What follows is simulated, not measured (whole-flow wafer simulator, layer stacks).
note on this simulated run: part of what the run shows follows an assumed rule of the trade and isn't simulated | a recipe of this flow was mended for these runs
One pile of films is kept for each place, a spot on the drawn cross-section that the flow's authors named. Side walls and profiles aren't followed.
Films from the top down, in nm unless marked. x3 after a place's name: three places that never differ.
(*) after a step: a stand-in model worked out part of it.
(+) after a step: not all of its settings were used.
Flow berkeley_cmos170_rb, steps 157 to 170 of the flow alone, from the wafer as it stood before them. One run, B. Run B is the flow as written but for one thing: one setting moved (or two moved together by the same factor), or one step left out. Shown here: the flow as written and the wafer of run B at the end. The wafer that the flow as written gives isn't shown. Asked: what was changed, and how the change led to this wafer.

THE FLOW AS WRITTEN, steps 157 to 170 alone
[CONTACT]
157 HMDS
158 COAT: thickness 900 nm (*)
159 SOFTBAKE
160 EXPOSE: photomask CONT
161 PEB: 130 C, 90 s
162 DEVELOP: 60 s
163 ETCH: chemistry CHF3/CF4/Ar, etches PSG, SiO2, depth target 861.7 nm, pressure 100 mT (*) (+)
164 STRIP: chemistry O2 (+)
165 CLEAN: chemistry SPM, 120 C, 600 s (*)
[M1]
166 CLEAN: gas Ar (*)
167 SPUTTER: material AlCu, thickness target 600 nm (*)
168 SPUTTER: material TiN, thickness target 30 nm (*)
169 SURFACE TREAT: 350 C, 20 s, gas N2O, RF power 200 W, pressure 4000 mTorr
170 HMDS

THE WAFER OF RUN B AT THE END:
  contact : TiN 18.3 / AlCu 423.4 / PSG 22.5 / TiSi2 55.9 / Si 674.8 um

The cause: step 163, ETCH: depth target 672.1 nm was run, where the flow has depth target 861.7 nm.

How the change led to this, step by step:
  163 ETCH: chemistry CHF3/CF4/Ar, etches PSG, SiO2, depth target 861.7 nm, pressure 100 mT (*) (+)
      contact: PSG -672.1 (as written it would be: PSG -700 (all of it), TiSi2 -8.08)
      field, sd_n, spacer_n, gate, sd_p, spacer_p, gate_p, m1: KrF-resist -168 (as written it would be: KrF-resist -215.4)
  164 STRIP: chemistry O2 (+)
      field: KrF-resist -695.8 (all of it) (as written it would be: KrF-resist -648.4 (all of it))
      sd_n: KrF-resist -819.9 (all of it) (as written it would be: KrF-resist -772.5 (all of it))
      (and at 6 more places)
  166 CLEAN: gas Ar (*)
      contact: PSG -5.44 (as written it would be: TiSi2 -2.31)
  168 SPUTTER: material TiN, thickness target 30 nm (*)
      contact: TiN +18.3 (new film) (as written it would be: TiN +16.3 (new film))
